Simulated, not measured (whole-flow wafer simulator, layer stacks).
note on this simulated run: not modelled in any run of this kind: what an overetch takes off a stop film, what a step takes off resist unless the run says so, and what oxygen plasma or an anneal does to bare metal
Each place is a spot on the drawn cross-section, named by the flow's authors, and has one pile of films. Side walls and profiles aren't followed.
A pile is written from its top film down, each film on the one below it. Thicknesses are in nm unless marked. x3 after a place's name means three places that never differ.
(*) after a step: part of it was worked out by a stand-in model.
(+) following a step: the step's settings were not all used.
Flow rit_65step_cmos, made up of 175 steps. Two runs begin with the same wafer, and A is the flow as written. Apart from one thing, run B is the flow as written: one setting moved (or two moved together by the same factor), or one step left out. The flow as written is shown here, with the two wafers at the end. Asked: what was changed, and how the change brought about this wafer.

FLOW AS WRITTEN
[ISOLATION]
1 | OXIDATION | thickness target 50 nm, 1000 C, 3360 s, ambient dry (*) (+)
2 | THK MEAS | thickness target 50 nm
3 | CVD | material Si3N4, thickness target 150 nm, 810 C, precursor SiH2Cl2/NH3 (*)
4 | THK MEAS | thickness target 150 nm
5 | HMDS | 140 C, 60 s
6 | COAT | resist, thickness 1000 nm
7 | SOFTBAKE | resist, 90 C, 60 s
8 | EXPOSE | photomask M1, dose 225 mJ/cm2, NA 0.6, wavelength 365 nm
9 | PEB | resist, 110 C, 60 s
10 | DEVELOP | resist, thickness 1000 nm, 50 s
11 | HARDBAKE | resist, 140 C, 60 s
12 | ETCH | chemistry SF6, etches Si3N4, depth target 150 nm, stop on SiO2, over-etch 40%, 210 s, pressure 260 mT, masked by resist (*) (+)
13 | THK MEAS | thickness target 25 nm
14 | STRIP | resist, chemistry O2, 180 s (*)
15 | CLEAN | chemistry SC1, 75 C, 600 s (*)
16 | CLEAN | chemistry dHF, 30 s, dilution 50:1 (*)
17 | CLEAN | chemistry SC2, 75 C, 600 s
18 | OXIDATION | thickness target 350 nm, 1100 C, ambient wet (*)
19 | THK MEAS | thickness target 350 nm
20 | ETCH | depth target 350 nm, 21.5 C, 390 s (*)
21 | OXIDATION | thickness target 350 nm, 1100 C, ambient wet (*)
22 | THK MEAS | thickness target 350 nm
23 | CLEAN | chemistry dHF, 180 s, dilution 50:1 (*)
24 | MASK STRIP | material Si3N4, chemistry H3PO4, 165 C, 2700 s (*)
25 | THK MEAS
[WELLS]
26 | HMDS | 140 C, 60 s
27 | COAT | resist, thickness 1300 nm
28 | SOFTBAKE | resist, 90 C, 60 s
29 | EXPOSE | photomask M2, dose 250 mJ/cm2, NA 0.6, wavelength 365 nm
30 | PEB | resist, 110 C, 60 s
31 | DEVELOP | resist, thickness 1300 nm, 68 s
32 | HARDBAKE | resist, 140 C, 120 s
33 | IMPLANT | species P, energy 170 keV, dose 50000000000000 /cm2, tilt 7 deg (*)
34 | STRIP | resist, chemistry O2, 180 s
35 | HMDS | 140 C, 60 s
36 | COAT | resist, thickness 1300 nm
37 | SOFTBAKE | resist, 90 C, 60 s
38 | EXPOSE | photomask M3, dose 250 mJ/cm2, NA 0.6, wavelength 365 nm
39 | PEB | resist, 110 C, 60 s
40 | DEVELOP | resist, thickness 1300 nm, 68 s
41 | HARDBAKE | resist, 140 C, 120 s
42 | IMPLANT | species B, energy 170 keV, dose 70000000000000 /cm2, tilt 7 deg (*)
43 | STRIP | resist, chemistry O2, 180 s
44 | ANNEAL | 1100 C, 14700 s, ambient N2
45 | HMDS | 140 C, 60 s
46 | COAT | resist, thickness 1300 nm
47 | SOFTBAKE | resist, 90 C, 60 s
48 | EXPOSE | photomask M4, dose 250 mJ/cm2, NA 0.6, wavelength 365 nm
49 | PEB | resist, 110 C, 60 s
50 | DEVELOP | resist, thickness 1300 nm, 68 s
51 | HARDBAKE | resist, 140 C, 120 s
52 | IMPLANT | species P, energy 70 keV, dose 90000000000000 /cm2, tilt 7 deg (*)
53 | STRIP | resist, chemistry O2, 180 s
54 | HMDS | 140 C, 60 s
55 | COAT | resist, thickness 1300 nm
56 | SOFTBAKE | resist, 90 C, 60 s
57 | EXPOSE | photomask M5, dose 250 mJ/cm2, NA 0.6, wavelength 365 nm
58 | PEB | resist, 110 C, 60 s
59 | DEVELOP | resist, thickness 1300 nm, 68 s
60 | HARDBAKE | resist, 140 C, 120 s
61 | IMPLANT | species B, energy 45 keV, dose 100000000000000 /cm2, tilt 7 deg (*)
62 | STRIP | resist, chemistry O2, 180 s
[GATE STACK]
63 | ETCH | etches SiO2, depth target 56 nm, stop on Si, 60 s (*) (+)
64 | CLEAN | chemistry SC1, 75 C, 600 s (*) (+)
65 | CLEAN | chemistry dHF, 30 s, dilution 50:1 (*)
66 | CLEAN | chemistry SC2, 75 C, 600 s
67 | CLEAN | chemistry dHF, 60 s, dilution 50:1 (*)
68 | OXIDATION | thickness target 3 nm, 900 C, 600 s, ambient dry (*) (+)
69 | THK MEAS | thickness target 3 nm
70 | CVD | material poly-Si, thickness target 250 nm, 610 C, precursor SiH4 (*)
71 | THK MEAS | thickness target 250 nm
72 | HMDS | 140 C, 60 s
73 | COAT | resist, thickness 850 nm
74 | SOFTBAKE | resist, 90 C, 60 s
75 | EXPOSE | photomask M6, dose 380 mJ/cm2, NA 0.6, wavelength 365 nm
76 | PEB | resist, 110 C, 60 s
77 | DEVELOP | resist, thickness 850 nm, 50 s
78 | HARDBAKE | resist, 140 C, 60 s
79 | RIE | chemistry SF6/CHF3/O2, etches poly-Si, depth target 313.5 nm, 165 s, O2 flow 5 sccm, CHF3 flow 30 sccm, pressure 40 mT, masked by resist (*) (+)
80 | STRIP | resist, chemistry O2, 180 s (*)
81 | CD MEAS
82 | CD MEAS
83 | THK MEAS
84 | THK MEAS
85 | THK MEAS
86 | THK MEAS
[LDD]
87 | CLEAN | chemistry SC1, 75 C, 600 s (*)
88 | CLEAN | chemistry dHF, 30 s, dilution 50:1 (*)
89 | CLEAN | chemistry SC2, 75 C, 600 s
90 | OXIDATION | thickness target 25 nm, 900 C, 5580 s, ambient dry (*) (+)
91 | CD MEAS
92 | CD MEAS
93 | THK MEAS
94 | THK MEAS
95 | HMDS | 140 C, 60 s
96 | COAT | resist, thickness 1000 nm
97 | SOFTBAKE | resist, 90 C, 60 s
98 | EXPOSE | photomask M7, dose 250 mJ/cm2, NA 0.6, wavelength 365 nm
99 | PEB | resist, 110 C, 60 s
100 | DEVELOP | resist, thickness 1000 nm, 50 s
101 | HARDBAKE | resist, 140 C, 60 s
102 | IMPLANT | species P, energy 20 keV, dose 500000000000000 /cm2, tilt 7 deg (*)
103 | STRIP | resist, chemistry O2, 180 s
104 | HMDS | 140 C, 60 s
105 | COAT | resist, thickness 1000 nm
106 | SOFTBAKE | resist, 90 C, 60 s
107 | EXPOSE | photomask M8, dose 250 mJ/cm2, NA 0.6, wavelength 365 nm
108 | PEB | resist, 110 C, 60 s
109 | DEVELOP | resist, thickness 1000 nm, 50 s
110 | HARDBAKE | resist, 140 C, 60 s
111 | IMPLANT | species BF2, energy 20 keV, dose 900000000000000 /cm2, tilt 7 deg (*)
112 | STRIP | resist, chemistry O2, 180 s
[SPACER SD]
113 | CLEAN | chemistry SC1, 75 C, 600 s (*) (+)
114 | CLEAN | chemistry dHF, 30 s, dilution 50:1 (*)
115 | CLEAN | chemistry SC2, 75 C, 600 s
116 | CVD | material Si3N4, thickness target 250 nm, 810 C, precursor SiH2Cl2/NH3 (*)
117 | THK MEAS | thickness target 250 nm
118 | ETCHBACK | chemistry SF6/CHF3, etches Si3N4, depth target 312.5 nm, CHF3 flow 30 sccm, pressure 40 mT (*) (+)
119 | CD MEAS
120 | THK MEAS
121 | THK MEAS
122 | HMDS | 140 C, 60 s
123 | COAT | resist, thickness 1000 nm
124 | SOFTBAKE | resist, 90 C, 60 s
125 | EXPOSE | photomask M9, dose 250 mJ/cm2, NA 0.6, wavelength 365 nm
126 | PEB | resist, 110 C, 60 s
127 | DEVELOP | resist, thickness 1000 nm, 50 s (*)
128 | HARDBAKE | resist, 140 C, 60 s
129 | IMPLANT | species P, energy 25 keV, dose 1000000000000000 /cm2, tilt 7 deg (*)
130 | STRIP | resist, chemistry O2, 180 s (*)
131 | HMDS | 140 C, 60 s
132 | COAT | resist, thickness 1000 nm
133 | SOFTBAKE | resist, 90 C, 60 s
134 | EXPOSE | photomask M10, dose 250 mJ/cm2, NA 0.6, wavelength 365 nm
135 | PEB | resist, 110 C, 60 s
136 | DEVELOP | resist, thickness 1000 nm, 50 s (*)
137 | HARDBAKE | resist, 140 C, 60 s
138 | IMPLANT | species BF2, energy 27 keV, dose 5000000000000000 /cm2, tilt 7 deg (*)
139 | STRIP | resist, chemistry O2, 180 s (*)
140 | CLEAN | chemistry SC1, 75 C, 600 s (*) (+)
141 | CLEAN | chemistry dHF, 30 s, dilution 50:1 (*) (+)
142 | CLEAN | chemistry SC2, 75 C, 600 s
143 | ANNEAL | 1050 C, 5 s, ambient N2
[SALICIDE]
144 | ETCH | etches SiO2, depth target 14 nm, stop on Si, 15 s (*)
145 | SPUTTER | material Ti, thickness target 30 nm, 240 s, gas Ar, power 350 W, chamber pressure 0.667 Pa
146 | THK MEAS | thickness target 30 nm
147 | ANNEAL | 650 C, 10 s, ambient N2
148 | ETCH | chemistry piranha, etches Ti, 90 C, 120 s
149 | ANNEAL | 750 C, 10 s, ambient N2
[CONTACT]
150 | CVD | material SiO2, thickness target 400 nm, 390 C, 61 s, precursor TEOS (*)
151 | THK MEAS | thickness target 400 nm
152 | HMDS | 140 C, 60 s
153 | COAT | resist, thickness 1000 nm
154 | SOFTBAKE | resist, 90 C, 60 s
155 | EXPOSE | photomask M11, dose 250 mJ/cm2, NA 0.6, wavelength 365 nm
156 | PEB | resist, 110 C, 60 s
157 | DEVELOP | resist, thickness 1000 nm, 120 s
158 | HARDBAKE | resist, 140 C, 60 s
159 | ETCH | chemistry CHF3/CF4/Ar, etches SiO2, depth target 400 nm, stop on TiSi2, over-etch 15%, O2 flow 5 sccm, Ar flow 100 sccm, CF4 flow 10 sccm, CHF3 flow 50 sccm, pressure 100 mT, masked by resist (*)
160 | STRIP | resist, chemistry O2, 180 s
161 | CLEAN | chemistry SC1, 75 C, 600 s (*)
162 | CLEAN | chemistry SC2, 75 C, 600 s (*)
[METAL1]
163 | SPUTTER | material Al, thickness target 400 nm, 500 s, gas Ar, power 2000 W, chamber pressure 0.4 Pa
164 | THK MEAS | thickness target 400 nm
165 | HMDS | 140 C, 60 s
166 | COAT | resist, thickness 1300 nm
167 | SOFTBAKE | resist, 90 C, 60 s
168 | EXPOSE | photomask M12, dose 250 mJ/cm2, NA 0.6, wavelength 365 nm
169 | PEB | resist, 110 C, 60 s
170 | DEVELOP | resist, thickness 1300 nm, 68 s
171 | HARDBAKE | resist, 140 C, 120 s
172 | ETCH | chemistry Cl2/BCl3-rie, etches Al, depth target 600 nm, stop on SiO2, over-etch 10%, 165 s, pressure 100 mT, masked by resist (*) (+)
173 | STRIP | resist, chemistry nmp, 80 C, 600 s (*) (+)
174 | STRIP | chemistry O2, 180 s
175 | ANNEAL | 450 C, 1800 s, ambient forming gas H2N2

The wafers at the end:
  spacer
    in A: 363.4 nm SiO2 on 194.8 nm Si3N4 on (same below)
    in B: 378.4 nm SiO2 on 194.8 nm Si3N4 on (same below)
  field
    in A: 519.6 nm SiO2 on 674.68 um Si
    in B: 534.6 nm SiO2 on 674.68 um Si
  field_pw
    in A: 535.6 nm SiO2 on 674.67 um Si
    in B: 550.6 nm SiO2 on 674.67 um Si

Cause: step 163, SPUTTER: power 2600 W was run, while the flow as written has power 2000 W.

The path from the change to this, step by step:
  163 | SPUTTER | material Al, thickness target 400 nm, 500 s, gas Ar, power 2000 W, chamber pressure 0.4 Pa
      field, field_pw, field_p, spacer, spacer_p: A +400 Al (new film) | B +520 Al (new film)
      gate_n, gate_p: A +396 Al (new film) | B +503.1 Al (new film)
      (as well as at 1 more place)
  172 | ETCH | chemistry Cl2/BCl3-rie, etches Al, depth target 600 nm, stop on SiO2, over-etch 10%, 165 s, pressure 100 mT, masked by resist (*) (+)
      field, field_pw, field_p, spacer, spacer_p: A -400 Al (all of it), -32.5 SiO2 | B -520 Al (all of it), -17.5 SiO2
      gate_n, gate_p: A -396 Al (all of it), -33 SiO2 | B -503.1 Al (all of it), -19.6 SiO2
      (as well as at 1 more place)
